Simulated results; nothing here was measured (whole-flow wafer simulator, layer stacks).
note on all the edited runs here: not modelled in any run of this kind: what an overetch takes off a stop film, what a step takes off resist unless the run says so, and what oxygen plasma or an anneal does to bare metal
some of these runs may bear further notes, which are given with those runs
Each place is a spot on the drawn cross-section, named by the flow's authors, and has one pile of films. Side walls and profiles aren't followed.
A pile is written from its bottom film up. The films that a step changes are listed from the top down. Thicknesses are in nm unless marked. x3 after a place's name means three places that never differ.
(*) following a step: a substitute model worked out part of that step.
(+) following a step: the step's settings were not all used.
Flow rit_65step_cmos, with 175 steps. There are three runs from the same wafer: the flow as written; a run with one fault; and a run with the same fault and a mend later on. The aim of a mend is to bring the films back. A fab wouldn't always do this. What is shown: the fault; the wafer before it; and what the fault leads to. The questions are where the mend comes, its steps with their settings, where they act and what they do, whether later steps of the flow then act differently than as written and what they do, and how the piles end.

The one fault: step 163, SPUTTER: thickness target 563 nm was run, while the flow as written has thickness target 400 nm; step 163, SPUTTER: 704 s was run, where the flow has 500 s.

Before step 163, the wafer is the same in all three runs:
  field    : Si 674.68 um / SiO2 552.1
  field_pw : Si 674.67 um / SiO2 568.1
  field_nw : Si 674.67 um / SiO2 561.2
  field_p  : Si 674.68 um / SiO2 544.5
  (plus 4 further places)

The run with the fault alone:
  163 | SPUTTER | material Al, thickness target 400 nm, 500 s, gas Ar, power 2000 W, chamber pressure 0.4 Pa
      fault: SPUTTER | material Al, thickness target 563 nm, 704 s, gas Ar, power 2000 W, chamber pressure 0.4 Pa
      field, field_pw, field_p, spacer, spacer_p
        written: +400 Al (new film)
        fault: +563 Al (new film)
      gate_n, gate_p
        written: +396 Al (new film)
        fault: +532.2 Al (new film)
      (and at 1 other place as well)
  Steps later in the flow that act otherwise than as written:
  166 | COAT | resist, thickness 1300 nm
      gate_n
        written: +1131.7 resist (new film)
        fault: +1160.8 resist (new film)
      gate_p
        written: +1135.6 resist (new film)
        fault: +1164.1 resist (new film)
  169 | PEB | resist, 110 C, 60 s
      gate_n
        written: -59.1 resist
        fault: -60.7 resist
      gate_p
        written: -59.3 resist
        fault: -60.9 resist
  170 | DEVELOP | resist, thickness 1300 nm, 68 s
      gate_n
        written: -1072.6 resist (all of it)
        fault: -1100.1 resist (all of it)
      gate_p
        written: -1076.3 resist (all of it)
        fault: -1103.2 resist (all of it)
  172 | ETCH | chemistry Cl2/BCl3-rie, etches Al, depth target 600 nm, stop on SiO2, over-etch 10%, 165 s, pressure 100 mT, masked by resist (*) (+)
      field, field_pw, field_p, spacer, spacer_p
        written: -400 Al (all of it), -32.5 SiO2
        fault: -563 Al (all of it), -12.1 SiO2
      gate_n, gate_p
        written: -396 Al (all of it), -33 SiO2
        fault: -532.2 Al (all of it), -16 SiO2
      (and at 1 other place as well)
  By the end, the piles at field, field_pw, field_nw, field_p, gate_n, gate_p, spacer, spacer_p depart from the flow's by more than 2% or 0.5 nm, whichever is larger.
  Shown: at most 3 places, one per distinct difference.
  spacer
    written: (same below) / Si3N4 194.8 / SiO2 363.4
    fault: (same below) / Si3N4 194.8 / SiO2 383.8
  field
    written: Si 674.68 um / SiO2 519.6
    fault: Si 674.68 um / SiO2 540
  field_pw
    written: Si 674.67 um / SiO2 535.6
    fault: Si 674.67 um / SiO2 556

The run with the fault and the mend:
  After step 164 comes the mend.
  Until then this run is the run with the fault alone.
  164a | ETCH | chemistry al pan, depth target 642.8 nm
      field, field_pw, field_nw, field_p, spacer, spacer_p
        -563 Al (all of it)
      gate_n, gate_p
        -532.2 Al (all of it)
  164b | SPUTTER | material Al, thickness target 400 nm, 500 s, gas Ar, power 2000 W, chamber pressure 0.4 Pa (the flow's step 163, run once more)
      field, field_pw, field_p, spacer, spacer_p
        +400 Al (new film)
      gate_n, gate_p
        +396 Al (new film)
      field_nw
        +397.2 Al (new film)
  Later steps of the flow that are run all act as written at every place that is followed.
  The piles end the same as the flow's at every place that both follow.
